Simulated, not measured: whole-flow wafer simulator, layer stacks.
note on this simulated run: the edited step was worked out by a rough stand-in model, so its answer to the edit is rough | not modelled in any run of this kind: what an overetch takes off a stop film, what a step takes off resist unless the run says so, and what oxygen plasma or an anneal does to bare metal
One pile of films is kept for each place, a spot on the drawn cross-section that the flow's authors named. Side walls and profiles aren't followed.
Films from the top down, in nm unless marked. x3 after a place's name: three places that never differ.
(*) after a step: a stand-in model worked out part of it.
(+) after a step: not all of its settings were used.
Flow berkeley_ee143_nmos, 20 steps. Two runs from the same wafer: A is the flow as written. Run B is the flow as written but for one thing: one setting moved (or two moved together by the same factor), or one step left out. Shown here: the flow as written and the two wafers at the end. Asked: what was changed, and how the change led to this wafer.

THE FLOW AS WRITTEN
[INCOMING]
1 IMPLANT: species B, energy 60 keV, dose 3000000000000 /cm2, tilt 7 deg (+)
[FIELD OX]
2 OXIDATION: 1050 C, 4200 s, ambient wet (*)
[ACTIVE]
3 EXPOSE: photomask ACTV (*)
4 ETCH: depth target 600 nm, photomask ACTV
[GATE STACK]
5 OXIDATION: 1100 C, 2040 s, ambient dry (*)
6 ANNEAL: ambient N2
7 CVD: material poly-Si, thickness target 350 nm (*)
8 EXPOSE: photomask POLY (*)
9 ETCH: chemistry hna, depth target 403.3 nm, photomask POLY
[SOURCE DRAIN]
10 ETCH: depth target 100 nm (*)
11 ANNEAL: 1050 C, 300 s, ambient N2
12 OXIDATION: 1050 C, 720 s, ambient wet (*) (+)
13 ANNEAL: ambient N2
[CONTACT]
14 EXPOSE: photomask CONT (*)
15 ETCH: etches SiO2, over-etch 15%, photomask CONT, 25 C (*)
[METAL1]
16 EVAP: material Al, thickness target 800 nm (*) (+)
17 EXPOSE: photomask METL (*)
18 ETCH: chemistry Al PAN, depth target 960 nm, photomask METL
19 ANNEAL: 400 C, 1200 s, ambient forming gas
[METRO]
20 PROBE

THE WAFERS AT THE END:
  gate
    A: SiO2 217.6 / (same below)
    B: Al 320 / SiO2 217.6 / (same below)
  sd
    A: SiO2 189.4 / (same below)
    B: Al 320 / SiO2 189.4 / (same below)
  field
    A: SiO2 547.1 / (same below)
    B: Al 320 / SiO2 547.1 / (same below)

The cause: step 16, EVAP: thickness target 1280 nm was run, where the flow has thickness target 800 nm.

How the change led to this, step by step:
  16 EVAP: material Al, thickness target 800 nm (*) (+)
      gate, sd, contact, field: A Al +800 (new film) | B Al +1280 (new film)
  18 ETCH: chemistry Al PAN, depth target 960 nm, photomask METL
      gate, sd, field: A Al -800 (all of it) | B Al -960
Counting metal films that touch as one body, gate has 1 body; the flow as written gives 0 bodies.
Counting metal films that touch as one body, sd has 1 body; the flow as written gives 0 bodies.
Counting metal films that touch as one body, field has 1 body; the flow as written gives 0 bodies.
